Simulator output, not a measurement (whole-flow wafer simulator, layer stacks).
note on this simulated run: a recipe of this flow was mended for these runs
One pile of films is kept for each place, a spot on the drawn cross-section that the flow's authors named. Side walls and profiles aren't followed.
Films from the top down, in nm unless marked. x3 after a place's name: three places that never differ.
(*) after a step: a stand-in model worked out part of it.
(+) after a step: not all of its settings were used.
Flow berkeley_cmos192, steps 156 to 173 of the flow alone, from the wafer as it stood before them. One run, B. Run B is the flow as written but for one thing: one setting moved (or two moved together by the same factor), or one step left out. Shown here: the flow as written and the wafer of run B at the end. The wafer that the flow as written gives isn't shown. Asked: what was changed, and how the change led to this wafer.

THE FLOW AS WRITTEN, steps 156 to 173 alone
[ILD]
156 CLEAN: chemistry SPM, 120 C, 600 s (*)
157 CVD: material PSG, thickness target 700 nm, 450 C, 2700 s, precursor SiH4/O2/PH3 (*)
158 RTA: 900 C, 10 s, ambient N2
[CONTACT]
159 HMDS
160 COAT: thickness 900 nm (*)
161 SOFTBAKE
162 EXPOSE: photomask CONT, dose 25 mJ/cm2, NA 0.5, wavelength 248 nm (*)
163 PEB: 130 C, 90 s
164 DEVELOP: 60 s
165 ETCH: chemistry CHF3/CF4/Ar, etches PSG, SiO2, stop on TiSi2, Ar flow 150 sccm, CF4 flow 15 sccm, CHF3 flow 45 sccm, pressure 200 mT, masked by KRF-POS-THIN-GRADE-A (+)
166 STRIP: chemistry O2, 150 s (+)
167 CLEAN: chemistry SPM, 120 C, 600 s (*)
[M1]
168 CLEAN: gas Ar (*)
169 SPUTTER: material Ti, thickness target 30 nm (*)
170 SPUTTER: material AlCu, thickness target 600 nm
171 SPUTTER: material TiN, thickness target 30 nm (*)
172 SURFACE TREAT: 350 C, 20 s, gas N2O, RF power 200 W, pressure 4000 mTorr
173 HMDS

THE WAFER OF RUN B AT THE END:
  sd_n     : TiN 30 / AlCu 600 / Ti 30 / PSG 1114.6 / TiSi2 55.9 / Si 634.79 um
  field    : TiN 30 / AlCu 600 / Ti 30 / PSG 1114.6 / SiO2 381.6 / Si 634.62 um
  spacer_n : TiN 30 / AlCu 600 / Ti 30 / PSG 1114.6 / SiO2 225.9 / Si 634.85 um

The cause: step 157, CVD: thickness target 1120 nm was run, where the flow has thickness target 700 nm; step 157, CVD: 4320 s was run, where the flow has 2700 s.

How the change led to this, step by step:
  157 CVD: material PSG, thickness target 700 nm, 450 C, 2700 s, precursor SiH4/O2/PH3 (*)
      field, sd_n, spacer_n, gate, spacer_p, gate_p, contact, m1: PSG +1120 (new film) (as written it would be: PSG +700 (new film))
      sd_p: PSG +1120 (new film) (as written it would be: PSG +668 (new film))
  165 ETCH: chemistry CHF3/CF4/Ar, etches PSG, SiO2, stop on TiSi2, Ar flow 150 sccm, CF4 flow 15 sccm, CHF3 flow 45 sccm, pressure 200 mT, masked by KRF-POS-THIN-GRADE-A (+)
      field, sd_n, spacer_n, gate, sd_p, spacer_p, gate_p, m1: KrF-resist -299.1 (as written it would be: KrF-resist -194.1)
      contact: PSG -1120 (all of it), TiSi2 -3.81 (as written it would be: PSG -700 (all of it), TiSi2 -3.81)
  166 STRIP: chemistry O2, 150 s (+)
      field: KrF-resist -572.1 (all of it) (as written it would be: KrF-resist -672.6 (all of it))
      sd_n: KrF-resist -682.8 (all of it) (as written it would be: KrF-resist -784.4 (all of it))
      (and at 6 more places)
  169 SPUTTER: material Ti, thickness target 30 nm (*)
      sd_p: Ti +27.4 (new film) (as written it would be: Ti +26.8 (new film))
      contact: Ti +16.8 (new film) (as written it would be: Ti +21.1 (new film))
  170 SPUTTER: material AlCu, thickness target 600 nm
      sd_p: AlCu +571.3 (new film) (as written it would be: AlCu +557.4 (new film))
      contact: AlCu +321.4 (new film) (as written it would be: AlCu +411.7 (new film))
  171 SPUTTER: material TiN, thickness target 30 nm (*)
      sd_p: TiN +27 (new film) (as written it would be: TiN +26.2 (new film))
      contact: TiN +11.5 (new film) (as written it would be: TiN +16 (new film))
